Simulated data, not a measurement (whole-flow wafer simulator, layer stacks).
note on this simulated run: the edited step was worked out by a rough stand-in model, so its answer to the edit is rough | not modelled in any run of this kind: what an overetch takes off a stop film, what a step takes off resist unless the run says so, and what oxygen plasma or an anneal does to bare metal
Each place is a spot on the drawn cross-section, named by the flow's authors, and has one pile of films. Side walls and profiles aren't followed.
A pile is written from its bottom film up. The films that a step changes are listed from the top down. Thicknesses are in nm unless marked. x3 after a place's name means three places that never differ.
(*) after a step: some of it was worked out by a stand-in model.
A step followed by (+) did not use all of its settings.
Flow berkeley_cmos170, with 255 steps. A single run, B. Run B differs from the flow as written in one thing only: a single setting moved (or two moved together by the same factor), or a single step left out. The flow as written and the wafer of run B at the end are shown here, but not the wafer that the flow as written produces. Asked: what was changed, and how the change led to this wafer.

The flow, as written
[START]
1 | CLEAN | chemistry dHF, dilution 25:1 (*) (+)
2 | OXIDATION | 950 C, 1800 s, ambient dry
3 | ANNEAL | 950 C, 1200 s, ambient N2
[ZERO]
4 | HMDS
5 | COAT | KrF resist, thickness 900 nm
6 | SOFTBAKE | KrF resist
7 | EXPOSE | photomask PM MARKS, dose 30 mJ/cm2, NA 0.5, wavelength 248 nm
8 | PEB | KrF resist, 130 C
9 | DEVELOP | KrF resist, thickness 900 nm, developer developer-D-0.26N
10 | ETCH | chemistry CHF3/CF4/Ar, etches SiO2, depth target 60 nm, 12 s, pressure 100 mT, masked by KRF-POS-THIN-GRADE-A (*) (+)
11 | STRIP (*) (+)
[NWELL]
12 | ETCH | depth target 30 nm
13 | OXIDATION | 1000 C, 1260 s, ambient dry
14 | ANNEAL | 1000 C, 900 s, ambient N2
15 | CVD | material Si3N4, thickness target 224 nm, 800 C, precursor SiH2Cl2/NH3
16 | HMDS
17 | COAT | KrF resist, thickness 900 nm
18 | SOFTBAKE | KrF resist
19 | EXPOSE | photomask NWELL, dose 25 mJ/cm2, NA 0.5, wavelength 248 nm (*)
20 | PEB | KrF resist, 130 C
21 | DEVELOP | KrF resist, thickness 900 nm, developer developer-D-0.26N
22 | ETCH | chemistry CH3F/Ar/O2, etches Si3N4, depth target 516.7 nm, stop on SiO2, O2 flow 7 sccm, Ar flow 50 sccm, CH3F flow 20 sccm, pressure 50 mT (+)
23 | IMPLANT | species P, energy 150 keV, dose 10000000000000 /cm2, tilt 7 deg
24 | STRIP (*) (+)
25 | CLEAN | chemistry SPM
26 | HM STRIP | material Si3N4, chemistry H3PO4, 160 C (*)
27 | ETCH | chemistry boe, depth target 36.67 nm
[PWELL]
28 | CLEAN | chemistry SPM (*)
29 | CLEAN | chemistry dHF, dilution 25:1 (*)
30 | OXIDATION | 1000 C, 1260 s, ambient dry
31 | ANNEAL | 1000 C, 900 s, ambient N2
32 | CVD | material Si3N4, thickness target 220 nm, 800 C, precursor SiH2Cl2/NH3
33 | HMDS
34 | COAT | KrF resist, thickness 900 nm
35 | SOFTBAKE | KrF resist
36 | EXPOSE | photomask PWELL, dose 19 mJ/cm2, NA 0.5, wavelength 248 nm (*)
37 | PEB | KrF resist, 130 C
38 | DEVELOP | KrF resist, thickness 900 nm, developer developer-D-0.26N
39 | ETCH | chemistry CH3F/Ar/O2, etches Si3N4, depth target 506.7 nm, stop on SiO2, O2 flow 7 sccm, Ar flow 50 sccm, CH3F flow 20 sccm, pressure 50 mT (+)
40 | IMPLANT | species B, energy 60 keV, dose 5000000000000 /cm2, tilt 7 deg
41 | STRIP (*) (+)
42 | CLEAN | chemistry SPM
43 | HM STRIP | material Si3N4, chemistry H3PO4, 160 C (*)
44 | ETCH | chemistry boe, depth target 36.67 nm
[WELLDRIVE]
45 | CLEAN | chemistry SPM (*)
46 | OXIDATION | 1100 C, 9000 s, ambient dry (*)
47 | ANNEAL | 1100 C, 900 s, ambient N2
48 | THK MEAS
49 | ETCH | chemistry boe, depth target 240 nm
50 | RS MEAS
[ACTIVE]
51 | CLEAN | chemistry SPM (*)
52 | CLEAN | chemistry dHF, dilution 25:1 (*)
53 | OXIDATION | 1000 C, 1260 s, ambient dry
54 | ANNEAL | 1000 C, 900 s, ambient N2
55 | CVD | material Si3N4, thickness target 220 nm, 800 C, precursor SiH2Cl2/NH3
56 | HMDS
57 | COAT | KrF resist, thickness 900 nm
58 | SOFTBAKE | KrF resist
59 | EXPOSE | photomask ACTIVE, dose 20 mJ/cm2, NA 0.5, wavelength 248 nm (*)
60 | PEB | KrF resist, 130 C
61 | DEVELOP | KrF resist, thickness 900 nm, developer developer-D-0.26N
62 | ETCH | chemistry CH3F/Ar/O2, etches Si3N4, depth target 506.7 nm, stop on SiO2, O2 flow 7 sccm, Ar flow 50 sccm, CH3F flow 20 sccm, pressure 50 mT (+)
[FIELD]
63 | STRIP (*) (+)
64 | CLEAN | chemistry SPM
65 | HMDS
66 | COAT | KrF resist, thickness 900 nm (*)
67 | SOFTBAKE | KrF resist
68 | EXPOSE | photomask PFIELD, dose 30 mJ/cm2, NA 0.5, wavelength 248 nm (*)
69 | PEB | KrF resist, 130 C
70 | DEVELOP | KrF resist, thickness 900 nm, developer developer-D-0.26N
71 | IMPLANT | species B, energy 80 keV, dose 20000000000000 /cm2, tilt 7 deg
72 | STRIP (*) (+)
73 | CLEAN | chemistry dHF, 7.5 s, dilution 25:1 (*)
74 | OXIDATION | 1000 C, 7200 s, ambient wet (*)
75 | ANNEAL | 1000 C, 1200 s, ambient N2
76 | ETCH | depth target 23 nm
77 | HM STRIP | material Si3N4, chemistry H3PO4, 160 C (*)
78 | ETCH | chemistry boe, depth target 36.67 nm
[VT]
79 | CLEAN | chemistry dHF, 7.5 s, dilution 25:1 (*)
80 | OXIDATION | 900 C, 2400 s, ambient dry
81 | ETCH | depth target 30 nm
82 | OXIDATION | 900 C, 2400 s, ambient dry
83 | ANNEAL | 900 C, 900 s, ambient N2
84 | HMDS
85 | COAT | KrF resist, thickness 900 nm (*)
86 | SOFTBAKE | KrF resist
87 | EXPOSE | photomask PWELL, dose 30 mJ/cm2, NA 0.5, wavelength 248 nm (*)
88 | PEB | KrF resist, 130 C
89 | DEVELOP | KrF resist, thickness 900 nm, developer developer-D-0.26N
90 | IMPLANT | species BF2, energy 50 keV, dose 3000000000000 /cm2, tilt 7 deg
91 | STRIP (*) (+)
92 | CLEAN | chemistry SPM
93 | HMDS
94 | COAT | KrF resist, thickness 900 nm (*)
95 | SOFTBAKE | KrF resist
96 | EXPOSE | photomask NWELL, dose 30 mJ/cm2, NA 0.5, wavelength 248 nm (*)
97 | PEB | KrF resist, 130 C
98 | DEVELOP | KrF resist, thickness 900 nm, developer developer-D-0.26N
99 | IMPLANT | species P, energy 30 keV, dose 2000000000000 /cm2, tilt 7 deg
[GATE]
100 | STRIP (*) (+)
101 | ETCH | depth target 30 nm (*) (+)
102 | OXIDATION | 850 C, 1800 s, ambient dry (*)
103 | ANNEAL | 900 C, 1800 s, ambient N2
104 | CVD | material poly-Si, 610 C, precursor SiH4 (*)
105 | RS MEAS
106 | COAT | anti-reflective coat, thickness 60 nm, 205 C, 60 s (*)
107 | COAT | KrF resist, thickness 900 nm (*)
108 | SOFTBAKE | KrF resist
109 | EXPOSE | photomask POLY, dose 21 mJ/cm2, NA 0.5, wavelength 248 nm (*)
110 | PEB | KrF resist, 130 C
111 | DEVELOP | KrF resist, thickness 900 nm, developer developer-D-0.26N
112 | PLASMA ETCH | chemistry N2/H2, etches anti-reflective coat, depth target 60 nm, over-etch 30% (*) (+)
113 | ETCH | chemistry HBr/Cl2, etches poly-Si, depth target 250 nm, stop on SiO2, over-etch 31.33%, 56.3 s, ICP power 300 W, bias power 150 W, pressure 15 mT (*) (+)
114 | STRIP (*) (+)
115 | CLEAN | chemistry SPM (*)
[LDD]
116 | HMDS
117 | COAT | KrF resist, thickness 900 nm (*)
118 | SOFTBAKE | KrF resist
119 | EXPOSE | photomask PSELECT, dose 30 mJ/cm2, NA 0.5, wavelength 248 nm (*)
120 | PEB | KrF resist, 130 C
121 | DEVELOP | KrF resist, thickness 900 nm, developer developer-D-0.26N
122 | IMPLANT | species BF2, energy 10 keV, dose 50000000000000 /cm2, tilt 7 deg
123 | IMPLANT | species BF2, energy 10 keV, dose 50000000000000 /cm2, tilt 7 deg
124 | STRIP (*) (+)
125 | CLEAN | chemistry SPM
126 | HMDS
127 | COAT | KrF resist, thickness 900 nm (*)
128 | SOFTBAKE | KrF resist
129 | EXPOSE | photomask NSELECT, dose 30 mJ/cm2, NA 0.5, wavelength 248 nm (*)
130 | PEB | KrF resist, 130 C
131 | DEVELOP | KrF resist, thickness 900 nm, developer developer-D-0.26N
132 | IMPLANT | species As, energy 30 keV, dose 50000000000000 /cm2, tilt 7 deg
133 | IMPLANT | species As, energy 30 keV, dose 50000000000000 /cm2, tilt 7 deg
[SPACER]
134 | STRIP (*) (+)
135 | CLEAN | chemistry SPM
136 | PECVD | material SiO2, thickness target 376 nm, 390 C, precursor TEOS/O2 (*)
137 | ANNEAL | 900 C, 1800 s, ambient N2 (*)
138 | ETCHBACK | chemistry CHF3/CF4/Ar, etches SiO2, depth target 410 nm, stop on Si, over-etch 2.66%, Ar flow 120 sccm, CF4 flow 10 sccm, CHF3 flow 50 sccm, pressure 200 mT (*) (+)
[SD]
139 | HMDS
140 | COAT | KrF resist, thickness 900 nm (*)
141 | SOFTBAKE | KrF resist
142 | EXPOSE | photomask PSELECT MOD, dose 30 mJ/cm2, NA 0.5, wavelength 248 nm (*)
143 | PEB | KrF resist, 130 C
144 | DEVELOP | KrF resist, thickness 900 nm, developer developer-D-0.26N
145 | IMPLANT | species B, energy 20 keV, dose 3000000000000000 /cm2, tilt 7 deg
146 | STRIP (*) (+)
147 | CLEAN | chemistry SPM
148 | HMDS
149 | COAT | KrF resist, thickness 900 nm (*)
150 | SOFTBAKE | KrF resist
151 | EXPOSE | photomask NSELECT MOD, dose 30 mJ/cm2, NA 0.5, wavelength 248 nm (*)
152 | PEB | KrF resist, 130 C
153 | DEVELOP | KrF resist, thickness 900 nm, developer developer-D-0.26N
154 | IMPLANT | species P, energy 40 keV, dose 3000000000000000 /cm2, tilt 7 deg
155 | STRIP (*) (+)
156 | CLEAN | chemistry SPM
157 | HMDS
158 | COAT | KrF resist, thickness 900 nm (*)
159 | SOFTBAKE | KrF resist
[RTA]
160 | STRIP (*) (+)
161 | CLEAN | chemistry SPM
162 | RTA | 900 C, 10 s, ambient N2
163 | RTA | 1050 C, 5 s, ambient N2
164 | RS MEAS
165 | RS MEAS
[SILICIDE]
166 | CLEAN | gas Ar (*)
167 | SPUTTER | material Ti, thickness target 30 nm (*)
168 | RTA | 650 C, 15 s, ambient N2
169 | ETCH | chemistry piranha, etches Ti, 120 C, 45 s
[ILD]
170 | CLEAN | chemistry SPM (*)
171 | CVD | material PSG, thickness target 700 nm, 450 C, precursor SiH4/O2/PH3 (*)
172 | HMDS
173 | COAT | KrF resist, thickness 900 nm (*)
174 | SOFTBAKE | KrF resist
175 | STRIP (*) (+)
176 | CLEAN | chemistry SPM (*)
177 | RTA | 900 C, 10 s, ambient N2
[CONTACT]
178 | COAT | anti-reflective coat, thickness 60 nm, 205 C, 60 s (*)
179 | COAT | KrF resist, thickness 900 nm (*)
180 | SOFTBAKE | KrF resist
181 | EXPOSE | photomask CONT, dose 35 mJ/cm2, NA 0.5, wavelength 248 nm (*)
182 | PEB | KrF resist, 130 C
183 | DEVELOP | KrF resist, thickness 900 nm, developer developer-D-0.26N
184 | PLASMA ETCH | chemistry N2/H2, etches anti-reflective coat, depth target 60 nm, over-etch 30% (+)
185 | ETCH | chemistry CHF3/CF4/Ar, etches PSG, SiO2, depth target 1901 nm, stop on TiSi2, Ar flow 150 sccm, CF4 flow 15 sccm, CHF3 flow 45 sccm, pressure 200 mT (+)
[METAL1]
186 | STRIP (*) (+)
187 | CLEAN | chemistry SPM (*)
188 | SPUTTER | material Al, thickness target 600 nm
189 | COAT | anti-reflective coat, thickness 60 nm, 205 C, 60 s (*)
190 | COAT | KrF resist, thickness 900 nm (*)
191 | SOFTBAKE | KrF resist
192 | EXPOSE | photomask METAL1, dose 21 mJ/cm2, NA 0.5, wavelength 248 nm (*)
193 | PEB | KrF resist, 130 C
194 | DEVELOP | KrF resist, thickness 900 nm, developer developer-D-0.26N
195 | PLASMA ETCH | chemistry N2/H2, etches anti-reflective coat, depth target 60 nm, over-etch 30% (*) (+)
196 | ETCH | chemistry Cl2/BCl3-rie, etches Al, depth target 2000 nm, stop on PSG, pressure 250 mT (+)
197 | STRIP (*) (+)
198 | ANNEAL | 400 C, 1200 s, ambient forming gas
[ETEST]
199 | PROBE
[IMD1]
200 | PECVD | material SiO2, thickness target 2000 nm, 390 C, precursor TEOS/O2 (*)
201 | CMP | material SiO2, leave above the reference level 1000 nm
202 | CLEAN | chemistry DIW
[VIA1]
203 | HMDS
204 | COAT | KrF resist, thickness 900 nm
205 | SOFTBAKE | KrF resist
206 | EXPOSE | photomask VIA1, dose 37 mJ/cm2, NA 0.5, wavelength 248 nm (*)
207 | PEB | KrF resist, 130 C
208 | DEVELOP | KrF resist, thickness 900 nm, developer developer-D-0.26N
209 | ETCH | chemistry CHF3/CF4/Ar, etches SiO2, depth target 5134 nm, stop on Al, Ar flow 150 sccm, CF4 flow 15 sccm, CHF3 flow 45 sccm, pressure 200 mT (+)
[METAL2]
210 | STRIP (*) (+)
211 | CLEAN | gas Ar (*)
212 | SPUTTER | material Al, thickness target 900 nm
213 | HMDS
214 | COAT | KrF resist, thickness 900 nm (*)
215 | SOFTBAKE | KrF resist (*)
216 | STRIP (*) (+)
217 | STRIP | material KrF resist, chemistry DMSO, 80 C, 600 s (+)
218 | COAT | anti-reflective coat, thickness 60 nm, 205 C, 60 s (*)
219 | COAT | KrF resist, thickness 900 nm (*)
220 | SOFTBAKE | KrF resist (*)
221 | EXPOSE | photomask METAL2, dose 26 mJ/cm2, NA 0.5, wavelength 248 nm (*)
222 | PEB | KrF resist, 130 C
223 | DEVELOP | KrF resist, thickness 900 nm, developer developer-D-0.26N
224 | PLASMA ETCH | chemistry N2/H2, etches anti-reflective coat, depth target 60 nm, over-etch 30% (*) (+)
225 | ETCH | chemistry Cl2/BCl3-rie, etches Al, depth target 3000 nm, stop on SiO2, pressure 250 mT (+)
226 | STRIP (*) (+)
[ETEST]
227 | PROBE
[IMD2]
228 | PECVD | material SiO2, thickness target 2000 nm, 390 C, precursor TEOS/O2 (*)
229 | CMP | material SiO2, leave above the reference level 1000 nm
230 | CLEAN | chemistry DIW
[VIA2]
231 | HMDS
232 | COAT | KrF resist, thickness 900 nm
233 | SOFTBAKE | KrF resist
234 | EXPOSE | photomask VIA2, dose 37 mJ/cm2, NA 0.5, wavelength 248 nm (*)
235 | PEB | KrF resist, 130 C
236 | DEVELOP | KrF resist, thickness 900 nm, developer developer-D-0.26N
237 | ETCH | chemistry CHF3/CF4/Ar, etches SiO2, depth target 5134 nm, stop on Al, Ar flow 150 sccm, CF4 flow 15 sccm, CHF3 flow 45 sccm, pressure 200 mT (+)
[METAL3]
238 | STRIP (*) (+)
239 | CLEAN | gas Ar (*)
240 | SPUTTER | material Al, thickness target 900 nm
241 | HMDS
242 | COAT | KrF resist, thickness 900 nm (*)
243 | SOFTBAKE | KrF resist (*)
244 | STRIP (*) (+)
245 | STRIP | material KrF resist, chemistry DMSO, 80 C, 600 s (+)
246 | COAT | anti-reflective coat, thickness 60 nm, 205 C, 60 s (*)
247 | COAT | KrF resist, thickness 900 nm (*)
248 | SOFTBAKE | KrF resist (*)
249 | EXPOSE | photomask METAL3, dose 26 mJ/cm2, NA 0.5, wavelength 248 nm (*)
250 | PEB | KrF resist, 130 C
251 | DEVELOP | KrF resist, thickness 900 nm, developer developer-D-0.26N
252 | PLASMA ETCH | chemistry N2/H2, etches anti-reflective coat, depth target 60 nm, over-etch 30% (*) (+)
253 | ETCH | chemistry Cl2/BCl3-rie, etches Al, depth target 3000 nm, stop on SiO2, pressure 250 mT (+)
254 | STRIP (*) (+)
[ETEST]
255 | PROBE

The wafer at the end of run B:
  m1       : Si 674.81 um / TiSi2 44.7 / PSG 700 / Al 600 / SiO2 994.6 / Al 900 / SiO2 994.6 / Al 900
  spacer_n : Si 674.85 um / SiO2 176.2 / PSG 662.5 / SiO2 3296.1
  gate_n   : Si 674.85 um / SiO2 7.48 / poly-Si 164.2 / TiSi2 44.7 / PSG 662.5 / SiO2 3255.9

Cause: step 167, SPUTTER: thickness target 24 nm was run, whereas the flow has thickness target 30 nm.

The path from the change to this, step by step:
  167 | SPUTTER | material Ti, thickness target 30 nm (*)
      field, sd_n, spacer_n and 9 more: Ti gains 24 (new film) (it would be, as written: Ti gains 30 (new film))
  168 | RTA | 650 C, 15 s, ambient N2
      sd_n, sd_p, contact, m1, via1, m2, via2: Ti loses 18.7, TiSi2 C49 gains 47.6 (new film), Si loses 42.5 (it would be, as written: Ti loses 23.4, TiSi first gains 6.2 (new film), TiSi2 C49 gains 50.3 (new film), Si loses 49)
      gate_n, gate_p: Ti loses 18.7, TiSi2 C49 gains 47.6 (new film), poly-Si loses 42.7 (it would be, as written: Ti loses 23.4, TiSi first gains 6.2 (new film), TiSi2 C49 gains 50.3 (new film), poly-Si loses 49.2)
  169 | ETCH | chemistry piranha, etches Ti, 120 C, 45 s
      sd_n, gate_n, sd_p and 6 more: Ti loses 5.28 (all of it), TiSi2 C49 loses 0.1 (it would be, as written: Ti loses 6.6 (all of it), TiSi first loses 0.1)
      field, spacer_n, spacer_p: Ti loses 24 (all of it) (it would be, as written: Ti loses 30 (all of it))
  177 | RTA | 900 C, 10 s, ambient N2
      sd_n, sd_p, contact, m1, via1, m2, via2: under 1 film: TiSi2 gains 44.7 (new film), TiSi2 C49 loses 47.5 (all of it) (it would be, as written: under 1 film: TiSi2 gains 55.9 (new film), TiSi first loses 6.09 (all of it), TiSi2 C49 loses 50.3 (all of it), Si loses 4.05)
      gate_n, gate_p: under 1 film: TiSi2 gains 44.7 (new film), TiSi2 C49 loses 47.5 (all of it) (it would be, as written: under 1 film: TiSi2 gains 55.9 (new film), TiSi first loses 6.09 (all of it), TiSi2 C49 loses 50.3 (all of it), poly-Si loses 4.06)
